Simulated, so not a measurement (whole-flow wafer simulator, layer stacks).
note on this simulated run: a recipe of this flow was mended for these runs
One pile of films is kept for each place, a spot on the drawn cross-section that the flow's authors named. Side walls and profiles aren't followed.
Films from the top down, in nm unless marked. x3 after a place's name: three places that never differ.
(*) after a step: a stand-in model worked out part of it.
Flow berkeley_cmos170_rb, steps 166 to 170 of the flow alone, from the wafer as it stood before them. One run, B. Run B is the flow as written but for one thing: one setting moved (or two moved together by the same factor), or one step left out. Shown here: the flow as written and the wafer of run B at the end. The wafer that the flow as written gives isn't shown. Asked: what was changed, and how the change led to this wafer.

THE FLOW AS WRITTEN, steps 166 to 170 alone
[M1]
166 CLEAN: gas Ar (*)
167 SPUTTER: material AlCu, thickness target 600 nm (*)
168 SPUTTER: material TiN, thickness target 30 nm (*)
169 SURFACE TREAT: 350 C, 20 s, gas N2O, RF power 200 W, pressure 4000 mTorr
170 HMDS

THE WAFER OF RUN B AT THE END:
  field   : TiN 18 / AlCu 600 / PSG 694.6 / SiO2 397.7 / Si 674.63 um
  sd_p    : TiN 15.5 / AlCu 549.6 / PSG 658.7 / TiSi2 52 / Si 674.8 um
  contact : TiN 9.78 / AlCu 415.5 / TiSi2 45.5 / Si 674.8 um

The cause: step 168, SPUTTER: thickness target 18 nm was run, where the flow has thickness target 30 nm.
It can be read off the wafer: field has TiN 18, and step 168 as written asks for 30 nm.

How the change led to this, step by step:
  168 SPUTTER: material TiN, thickness target 30 nm (*)
      field, sd_n, spacer_n, gate, spacer_p, gate_p, m1: TiN +18 (new film) (as written it would be: TiN +30 (new film))
      sd_p: TiN +15.5 (new film) (as written it would be: TiN +25.8 (new film))
      (and at 1 more place)
